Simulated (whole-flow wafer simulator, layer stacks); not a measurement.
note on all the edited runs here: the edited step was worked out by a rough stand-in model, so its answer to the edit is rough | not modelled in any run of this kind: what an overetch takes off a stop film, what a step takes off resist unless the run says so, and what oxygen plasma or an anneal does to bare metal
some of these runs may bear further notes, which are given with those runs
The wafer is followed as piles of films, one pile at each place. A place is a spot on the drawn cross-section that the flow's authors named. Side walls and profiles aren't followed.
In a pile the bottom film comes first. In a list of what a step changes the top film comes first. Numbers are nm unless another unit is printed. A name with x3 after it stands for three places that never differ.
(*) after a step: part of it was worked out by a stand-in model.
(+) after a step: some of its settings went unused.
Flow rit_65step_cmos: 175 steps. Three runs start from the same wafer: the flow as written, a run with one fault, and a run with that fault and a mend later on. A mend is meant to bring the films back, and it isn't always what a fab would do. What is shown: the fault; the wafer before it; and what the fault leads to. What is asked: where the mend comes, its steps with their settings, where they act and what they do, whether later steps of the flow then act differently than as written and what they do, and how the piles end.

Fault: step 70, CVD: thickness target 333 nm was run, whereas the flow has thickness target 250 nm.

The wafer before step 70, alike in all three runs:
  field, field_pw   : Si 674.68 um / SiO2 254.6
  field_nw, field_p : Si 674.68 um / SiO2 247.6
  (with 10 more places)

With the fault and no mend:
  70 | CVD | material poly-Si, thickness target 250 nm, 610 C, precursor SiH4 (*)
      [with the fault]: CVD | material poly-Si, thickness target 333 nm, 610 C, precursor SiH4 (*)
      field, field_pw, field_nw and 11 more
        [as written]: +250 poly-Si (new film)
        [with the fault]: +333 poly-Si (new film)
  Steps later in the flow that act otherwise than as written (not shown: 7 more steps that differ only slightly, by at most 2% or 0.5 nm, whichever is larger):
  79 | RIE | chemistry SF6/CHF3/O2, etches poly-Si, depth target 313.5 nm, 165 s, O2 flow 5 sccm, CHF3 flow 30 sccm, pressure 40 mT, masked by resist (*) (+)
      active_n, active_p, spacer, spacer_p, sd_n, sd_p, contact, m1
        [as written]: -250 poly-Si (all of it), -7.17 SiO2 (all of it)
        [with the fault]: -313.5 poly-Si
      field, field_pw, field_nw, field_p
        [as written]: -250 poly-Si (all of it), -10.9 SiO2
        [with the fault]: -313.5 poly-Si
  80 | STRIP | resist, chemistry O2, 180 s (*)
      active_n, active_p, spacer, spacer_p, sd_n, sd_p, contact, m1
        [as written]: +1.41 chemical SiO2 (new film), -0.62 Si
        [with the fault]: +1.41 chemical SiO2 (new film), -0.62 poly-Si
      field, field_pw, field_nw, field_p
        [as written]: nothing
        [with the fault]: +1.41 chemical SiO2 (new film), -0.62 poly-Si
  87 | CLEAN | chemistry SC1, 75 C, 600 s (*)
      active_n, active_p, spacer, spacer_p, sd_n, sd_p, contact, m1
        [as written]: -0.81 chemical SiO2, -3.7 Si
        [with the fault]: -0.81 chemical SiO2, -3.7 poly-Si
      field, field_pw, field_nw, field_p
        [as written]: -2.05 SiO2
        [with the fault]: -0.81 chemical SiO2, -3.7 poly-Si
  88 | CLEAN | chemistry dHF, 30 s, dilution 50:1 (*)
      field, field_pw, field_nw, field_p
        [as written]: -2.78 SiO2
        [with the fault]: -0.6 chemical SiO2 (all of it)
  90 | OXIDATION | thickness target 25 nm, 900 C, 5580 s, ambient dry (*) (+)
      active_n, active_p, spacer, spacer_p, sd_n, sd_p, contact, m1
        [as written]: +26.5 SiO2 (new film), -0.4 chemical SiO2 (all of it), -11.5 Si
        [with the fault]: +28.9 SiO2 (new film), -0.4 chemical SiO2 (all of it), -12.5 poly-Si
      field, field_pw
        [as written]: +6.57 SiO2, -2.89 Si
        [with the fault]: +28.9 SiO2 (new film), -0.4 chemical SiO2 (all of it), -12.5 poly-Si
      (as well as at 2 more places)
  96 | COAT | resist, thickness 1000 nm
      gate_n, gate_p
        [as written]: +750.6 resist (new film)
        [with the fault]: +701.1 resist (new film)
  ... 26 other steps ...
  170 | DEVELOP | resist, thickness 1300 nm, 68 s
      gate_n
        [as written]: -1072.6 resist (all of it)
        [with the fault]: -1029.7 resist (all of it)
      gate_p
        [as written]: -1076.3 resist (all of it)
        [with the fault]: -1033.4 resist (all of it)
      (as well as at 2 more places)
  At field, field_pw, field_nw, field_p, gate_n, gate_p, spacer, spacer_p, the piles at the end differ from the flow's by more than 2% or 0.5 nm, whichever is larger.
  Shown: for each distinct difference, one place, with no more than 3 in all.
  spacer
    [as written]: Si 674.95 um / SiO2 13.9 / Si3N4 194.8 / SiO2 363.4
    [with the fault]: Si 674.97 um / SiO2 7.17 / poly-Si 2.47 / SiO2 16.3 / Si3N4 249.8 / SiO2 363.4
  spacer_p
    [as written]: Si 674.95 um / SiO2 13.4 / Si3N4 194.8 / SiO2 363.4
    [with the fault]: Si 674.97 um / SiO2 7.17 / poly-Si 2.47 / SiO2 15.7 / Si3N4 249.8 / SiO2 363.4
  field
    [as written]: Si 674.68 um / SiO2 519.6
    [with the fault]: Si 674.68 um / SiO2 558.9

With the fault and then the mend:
  The mend follows step 71.
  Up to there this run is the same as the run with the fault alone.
  71a | ETCH | chemistry tmah, depth target 83 nm
      field, field_pw, field_nw and 11 more
        -83 poly-Si
  Later steps of the flow that are run all act as written at every place that is followed.
  The piles end the same as the flow's at every place that both follow.
